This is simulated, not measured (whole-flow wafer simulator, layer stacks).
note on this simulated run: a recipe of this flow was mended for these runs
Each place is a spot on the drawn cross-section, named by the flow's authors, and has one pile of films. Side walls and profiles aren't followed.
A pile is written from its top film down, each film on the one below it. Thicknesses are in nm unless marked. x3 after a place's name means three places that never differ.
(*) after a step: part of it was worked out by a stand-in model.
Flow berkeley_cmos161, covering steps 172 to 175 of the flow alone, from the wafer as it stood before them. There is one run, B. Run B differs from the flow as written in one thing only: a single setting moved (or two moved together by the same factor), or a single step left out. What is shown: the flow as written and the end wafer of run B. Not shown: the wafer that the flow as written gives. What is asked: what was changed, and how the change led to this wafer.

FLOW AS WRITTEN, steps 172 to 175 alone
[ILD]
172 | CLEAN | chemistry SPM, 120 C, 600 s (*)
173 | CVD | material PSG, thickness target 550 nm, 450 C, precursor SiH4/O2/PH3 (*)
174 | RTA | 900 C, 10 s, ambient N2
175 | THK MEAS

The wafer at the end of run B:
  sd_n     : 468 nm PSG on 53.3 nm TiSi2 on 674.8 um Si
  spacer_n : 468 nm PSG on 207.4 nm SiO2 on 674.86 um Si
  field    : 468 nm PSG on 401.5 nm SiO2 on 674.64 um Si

The reason: step 173, CVD: thickness target 468 nm was run, though the flow has thickness target 550 nm.
The wafer itself shows it: sd_n has PSG 468, and step 173 as written asks for 550 nm.

How this came from the change, step by step:
  173 | CVD | material PSG, thickness target 550 nm, 450 C, precursor SiH4/O2/PH3 (*)
      field, sd_n, spacer_n, gate_n, spacer_p, gate_p, contact x2: +468 PSG (new film) (in the flow as written it would be: +550 PSG (new film))
      sd_p: +445.4 PSG (new film) (in the flow as written it would be: +522.4 PSG (new film))
